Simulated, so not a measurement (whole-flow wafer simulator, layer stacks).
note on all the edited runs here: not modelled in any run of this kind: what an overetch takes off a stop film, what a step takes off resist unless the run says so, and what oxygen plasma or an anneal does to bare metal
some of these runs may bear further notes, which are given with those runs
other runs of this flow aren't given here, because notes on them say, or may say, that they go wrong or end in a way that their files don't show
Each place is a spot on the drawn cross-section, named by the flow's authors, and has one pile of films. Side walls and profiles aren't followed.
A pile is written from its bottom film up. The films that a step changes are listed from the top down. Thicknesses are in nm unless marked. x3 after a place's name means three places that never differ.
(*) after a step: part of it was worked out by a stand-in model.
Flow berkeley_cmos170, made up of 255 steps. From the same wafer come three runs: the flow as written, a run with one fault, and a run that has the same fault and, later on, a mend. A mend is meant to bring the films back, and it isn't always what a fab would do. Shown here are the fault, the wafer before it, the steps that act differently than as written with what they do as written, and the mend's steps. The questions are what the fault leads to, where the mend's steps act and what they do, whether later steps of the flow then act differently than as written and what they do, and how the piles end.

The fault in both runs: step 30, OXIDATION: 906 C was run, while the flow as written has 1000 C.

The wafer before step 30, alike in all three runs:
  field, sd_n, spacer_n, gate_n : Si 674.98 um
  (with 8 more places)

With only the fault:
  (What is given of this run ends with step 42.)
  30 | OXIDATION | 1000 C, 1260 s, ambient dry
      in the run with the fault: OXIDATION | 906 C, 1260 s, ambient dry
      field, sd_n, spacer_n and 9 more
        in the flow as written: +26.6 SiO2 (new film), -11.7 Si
        in the run with the fault: +10.6 SiO2 (new film), -4.65 Si
  None of the later steps of the flow up to step 42 acts differently than as written at any place that is followed.
  After step 42, at field, sd_n, spacer_n and 9 more, the piles differ from the flow's by more than 2% or 0.5 nm, whichever is larger.
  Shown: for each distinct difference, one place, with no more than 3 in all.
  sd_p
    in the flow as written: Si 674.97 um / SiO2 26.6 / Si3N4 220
    in the run with the fault: Si 674.97 um / SiO2 10.6 / Si3N4 220
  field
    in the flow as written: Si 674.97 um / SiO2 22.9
    in the run with the fault: Si 674.97 um / SiO2 6.9

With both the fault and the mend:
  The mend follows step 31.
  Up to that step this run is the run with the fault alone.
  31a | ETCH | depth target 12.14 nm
      field, sd_n, spacer_n and 9 more
        -10.6 SiO2 (all of it)
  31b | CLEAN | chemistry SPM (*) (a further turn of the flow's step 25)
      field, sd_n, spacer_n and 9 more
        +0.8 chemical SiO2 (new film), -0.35 Si
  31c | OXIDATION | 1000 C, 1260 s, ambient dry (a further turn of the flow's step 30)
      field, sd_n, spacer_n and 9 more
        +26.7 SiO2 (new film), -0.8 chemical SiO2 (all of it), -11.4 Si
  None of the later steps of the flow differs from how it acts as written, at any place that is followed, by more than 2% or 0.5 nm, whichever is larger.
  At the end the piles are close to the flow's at the places that both follow, differing by at most 2% or 0.5 nm, whichever is larger.
